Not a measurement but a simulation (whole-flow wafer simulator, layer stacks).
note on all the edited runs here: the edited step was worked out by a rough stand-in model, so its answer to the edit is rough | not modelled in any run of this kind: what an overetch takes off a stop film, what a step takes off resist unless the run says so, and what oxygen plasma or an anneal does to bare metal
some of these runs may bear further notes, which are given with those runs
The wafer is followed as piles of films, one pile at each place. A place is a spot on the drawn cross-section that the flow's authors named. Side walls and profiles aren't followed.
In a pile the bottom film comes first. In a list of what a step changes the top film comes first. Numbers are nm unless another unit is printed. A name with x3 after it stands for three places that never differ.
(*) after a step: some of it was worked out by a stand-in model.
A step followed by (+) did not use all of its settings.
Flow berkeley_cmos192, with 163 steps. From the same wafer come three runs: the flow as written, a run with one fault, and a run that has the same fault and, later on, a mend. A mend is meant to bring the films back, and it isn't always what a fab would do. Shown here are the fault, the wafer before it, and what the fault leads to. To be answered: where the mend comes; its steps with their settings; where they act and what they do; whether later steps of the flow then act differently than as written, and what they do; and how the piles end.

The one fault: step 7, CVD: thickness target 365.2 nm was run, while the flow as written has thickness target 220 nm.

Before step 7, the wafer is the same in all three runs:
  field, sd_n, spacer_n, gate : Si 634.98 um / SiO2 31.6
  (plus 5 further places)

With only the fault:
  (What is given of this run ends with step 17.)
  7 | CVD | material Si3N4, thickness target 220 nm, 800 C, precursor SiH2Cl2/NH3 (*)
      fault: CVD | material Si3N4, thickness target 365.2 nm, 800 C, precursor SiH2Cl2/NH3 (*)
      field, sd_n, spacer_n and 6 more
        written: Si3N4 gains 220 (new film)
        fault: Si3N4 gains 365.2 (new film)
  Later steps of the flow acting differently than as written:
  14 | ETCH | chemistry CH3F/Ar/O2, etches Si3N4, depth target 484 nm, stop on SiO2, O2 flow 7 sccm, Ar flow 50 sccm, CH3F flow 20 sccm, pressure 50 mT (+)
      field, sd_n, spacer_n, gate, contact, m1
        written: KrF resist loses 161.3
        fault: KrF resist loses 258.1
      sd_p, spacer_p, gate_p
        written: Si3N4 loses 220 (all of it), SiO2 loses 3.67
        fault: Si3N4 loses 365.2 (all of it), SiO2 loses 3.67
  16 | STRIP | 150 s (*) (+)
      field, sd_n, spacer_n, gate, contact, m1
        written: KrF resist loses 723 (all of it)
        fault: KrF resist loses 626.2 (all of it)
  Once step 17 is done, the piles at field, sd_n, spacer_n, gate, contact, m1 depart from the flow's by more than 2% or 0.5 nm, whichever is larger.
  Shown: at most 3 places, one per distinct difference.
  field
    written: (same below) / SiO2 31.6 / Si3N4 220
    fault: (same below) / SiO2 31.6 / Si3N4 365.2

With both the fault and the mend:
  After step 7 comes the mend.
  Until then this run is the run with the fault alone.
  7a | ETCH | chemistry h3po4, depth target 420 nm
      field, sd_n, spacer_n and 6 more
        Si3N4 loses 365.2 (all of it)
  7b | CLEAN | chemistry SC1/SC2 (the flow's step 1 again)
      alters no film at any place that is followed
  7c | CVD | material Si3N4, thickness target 220 nm, 800 C, precursor SiH2Cl2/NH3 (*) (the flow's step 7 again)
      field, sd_n, spacer_n and 6 more
        Si3N4 gains 220 (new film)
  None of the later steps of the flow acts differently than as written at any place that is followed.
  At every place that both follow, the piles at the end match the flow's.
